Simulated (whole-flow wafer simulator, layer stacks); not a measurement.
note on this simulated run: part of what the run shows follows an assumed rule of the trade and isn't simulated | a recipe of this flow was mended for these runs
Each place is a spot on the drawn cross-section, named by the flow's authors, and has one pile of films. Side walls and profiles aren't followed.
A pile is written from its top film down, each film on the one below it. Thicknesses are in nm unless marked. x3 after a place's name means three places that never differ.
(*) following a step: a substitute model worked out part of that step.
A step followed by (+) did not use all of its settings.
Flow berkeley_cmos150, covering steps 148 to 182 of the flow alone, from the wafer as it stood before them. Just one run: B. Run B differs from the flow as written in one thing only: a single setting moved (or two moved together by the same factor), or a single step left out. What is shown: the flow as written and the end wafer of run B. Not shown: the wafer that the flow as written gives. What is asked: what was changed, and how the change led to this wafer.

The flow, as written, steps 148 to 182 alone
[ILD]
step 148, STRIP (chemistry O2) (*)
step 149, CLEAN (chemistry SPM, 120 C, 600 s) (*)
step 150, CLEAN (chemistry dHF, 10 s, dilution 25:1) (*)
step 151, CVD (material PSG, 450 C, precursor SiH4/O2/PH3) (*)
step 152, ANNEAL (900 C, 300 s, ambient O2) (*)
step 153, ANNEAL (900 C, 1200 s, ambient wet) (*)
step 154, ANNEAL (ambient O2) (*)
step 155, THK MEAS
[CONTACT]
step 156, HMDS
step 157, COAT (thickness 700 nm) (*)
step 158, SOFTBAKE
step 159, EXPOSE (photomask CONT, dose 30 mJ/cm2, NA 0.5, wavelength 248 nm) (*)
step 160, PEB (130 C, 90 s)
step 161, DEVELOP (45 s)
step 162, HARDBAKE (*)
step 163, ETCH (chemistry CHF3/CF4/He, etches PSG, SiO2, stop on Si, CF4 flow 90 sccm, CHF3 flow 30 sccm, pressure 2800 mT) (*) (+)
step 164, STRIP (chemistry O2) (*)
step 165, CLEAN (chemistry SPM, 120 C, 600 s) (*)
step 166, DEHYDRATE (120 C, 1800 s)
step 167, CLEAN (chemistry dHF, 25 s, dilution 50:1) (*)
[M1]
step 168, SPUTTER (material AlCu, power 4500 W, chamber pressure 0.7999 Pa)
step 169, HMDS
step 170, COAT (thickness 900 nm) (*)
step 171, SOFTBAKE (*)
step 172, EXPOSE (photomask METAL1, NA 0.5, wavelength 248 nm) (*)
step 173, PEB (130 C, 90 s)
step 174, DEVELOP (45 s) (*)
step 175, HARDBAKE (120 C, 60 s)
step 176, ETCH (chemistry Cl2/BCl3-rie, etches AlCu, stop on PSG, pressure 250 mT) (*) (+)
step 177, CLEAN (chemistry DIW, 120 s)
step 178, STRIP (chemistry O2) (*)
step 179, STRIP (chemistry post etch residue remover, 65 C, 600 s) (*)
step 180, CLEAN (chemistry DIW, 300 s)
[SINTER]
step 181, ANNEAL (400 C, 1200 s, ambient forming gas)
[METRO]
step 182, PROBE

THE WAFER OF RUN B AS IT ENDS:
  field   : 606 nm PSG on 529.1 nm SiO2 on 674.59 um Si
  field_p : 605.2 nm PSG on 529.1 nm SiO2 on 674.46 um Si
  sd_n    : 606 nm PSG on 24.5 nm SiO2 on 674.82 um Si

The reason: step 153, ANNEAL: 480 s was run, whereas the flow has 1200 s.

The path from the change to this, step by step:
  step 153, ANNEAL (900 C, 1200 s, ambient wet) (*)
      sd_n, contact, m1: -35 PSG, +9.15 SiO2, -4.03 Si (it would be, as written: -35 PSG, +22.8 SiO2, -10 Si)
      field, field_p: -35 PSG, +6.52 SiO2, -2.87 Si (it would be, as written: -35 PSG, +16.3 SiO2, -7.15 Si)
      (as well as at 3 more places)
  step 163, ETCH (chemistry CHF3/CF4/He, etches PSG, SiO2, stop on Si, CF4 flow 90 sccm, CHF3 flow 30 sccm, pressure 2800 mT) (*) (+)
      contact: -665 PSG (all of it), -24.5 SiO2 (all of it), -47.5 Si (it would be, as written: -665 PSG (all of it), -38.1 SiO2 (all of it), -47.5 Si)
  step 176, ETCH (chemistry Cl2/BCl3-rie, etches AlCu, stop on PSG, pressure 250 mT) (*) (+)
      gate_p: -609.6 AlCu (all of it), -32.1 PSG (it would be, as written: -616.1 AlCu (all of it), -31.2 PSG)
